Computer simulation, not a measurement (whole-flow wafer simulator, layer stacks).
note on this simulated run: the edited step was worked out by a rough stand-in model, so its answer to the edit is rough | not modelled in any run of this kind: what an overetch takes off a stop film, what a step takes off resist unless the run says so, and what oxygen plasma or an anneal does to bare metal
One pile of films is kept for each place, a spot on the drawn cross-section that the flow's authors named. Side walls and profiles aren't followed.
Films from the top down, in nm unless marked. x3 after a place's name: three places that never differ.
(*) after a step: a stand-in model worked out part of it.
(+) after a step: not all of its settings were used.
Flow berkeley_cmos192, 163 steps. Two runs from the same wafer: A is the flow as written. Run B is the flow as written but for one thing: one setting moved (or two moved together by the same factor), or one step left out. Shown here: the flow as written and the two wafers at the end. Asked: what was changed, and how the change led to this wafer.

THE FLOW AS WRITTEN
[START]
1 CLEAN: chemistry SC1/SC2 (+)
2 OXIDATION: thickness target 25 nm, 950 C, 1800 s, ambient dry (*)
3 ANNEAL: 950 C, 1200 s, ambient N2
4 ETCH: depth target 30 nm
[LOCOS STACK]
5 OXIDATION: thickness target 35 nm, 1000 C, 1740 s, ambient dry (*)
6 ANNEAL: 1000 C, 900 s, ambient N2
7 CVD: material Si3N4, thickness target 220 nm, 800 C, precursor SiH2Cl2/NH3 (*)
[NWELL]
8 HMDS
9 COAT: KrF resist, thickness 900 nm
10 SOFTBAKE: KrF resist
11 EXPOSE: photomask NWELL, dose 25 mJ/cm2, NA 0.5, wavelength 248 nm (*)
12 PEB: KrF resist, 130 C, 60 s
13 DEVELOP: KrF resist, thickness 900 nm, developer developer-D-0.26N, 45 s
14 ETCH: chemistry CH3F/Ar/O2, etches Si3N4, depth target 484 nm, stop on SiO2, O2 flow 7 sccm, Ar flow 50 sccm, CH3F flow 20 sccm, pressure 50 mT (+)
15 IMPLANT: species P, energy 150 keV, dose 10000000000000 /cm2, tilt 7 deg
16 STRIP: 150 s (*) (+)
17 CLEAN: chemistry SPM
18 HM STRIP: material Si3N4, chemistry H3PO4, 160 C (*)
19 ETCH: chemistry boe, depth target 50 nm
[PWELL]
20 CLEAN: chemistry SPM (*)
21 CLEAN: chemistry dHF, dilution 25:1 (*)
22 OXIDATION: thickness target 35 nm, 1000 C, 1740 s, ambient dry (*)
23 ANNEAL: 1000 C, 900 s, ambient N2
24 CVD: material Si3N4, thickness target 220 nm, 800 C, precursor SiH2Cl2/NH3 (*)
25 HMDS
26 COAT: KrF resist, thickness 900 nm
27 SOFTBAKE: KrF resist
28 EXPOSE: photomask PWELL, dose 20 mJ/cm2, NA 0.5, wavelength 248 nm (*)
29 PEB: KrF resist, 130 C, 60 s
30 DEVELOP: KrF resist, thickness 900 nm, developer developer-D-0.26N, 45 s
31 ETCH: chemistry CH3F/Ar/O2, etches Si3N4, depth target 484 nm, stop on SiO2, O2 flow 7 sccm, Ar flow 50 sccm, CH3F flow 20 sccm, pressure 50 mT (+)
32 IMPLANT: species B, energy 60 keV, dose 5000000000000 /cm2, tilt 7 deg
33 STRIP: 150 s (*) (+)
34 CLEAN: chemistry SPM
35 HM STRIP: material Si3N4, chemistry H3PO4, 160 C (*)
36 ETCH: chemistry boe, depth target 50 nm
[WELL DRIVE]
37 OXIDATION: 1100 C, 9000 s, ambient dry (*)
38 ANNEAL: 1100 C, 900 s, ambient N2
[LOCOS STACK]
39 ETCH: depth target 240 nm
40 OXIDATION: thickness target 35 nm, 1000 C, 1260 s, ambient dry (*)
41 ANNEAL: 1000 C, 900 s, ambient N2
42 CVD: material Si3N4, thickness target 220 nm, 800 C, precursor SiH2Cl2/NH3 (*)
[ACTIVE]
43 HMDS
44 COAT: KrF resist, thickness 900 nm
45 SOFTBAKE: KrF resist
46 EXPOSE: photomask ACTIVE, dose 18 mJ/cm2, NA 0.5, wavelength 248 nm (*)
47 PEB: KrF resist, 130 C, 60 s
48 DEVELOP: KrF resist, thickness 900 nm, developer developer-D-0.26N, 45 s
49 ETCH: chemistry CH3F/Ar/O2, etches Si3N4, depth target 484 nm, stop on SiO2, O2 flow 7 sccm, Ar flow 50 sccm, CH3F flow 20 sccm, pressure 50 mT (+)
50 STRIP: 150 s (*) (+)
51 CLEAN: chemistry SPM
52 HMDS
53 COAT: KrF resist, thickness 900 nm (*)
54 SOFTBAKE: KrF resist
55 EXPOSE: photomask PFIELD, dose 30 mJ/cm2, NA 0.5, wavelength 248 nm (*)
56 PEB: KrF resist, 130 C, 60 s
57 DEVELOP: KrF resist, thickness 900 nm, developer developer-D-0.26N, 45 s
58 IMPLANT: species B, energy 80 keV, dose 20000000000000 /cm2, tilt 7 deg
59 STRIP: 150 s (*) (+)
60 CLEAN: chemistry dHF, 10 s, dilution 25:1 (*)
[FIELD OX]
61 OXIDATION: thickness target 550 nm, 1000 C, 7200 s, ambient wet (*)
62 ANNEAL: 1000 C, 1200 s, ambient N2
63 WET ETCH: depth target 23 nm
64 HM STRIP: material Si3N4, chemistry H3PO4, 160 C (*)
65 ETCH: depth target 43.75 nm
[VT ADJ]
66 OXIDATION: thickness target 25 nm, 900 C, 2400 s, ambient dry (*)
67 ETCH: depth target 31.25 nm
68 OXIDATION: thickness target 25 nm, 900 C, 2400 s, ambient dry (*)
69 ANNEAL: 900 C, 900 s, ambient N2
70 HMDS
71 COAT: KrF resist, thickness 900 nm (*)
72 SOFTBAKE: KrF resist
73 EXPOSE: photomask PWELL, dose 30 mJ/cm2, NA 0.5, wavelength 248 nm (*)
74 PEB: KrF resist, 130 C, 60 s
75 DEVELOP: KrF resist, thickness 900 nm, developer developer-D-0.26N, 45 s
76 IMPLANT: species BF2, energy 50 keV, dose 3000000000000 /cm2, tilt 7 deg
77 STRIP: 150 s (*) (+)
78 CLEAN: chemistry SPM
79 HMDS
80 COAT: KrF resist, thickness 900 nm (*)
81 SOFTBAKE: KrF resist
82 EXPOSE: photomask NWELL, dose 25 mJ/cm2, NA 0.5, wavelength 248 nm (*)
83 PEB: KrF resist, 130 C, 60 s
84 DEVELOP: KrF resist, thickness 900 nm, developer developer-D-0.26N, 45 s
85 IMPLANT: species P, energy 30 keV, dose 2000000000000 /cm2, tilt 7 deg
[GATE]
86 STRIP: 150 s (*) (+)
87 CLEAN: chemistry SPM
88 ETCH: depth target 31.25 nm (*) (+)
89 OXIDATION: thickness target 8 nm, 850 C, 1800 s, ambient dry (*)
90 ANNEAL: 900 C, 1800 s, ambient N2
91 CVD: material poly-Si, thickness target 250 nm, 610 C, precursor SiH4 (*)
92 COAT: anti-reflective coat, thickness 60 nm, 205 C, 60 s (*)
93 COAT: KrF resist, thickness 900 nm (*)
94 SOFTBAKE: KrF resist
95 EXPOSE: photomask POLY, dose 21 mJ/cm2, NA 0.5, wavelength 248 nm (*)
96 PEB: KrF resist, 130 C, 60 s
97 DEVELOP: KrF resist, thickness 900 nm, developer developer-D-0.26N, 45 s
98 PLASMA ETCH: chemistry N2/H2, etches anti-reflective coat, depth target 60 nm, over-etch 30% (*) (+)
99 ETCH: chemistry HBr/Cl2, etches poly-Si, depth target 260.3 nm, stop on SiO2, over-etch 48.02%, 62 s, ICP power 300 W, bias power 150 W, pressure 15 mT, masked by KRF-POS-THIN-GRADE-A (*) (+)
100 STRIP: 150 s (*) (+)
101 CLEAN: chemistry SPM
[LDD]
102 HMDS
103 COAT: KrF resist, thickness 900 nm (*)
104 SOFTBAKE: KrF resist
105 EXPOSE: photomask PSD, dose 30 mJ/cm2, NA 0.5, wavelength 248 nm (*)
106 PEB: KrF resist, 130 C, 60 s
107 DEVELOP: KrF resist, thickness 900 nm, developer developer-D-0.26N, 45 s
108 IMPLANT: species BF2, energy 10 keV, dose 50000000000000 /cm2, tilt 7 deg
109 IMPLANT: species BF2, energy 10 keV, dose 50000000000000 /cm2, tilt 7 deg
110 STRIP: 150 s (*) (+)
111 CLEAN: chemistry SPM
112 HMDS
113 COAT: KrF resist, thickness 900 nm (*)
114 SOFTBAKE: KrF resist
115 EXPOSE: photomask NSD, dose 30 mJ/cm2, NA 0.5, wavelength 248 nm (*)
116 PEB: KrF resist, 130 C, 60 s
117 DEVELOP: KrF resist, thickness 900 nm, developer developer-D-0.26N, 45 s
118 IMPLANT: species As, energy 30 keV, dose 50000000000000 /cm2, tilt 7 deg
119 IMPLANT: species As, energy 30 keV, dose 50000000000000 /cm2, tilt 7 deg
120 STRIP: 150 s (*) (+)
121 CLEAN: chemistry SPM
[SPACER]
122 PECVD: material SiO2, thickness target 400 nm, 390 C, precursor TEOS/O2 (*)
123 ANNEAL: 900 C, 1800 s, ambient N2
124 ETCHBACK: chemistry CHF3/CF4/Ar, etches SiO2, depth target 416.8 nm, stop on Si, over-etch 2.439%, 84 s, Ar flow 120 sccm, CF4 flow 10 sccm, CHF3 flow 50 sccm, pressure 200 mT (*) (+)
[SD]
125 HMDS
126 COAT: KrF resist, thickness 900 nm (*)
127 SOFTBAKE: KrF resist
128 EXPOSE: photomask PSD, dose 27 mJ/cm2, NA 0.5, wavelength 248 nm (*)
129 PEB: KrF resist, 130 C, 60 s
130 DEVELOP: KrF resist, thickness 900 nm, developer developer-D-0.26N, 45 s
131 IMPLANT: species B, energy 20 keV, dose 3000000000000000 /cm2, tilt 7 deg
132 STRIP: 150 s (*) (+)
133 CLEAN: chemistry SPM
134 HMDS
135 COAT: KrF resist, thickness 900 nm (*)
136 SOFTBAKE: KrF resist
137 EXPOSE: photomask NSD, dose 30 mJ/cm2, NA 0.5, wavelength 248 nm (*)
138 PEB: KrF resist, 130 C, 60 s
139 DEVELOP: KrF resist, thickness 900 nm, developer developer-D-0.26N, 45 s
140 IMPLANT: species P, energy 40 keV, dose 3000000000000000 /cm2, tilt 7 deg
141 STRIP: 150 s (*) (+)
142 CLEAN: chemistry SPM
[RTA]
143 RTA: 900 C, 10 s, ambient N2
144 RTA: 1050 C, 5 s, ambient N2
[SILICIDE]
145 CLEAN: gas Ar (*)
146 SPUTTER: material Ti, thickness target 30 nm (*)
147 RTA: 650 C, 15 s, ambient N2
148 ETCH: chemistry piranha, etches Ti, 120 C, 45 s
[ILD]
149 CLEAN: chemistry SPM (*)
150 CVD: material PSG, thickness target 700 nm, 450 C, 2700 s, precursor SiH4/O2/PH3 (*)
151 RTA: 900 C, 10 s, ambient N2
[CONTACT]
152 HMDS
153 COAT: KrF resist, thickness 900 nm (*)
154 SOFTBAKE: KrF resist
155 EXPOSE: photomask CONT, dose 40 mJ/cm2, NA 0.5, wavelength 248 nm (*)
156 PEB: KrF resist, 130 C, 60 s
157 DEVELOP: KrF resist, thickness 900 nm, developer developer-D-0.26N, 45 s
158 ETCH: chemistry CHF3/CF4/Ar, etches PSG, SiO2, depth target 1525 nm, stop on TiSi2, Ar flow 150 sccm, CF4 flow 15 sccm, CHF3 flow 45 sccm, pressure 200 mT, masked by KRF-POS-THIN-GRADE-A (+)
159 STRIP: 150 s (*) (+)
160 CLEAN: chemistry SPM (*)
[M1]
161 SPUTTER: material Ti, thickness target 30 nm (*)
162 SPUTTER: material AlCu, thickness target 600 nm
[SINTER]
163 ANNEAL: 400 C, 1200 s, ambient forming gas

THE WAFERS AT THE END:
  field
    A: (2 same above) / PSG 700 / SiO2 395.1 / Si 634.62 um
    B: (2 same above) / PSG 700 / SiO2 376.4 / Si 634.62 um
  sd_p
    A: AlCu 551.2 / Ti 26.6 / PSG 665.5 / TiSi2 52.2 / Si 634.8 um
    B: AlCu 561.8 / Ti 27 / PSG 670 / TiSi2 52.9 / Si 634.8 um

The cause: step 88, ETCH: depth target 50 nm was run, where the flow has depth target 31.25 nm.

How the change led to this, step by step:
  88 ETCH: depth target 31.25 nm (*) (+)
      field: A SiO2 -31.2 | B SiO2 -50
  92 COAT: anti-reflective coat, thickness 60 nm, 205 C, 60 s (*)
      sd_n: A anti-reflective coat +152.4 (new film) | B anti-reflective coat +139.7 (new film)
      spacer_n: A anti-reflective coat +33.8 (new film) | B anti-reflective coat +38.6 (new film)
      (and at 6 more places)
  98 PLASMA ETCH: chemistry N2/H2, etches anti-reflective coat, depth target 60 nm, over-etch 30% (*) (+)
      sd_n: A anti-reflective coat -152.4 (all of it), poly-Si -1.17 | B anti-reflective coat -139.7 (all of it), poly-Si -1.07
      spacer_n: A anti-reflective coat -33.8 (all of it), poly-Si -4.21 | B anti-reflective coat -38.6 (all of it), poly-Si -3.67
      (and at 4 more places)
  100 STRIP: 150 s (*) (+)
      gate: A chemical SiO2 +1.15 (new film), KrF resist -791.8 (all of it), anti-reflective coat -30 (all of it), poly-Si -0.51 | B chemical SiO2 +1.15 (new film), KrF resist -776 (all of it), anti-reflective coat -35.3 (all of it), poly-Si -0.51
      gate_p: A chemical SiO2 +1.15 (new film), KrF resist -765.1 (all of it), anti-reflective coat -31 (all of it), poly-Si -0.51 | B chemical SiO2 +1.15 (new film), KrF resist -754.3 (all of it), anti-reflective coat -35 (all of it), poly-Si -0.51
  147 RTA: 650 C, 15 s, ambient N2
      sd_p: A Ti -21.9, TiSi first +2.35 (new film), TiSi2 C49 +52.1 (new film), Si -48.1 | B Ti -22.1, TiSi first +3.04 (new film), TiSi2 C49 +51.8 (new film), Si -48.2
  151 RTA: 900 C, 10 s, ambient N2
      sd_p: A under 1 film: TiSi2 +52.2 (new film), TiSi first -2.25 (all of it), TiSi2 C49 -52.1 (all of it), Si -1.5 | B under 1 film: TiSi2 +52.9 (new film), TiSi first -2.93 (all of it), TiSi2 C49 -51.8 (all of it), Si -1.95
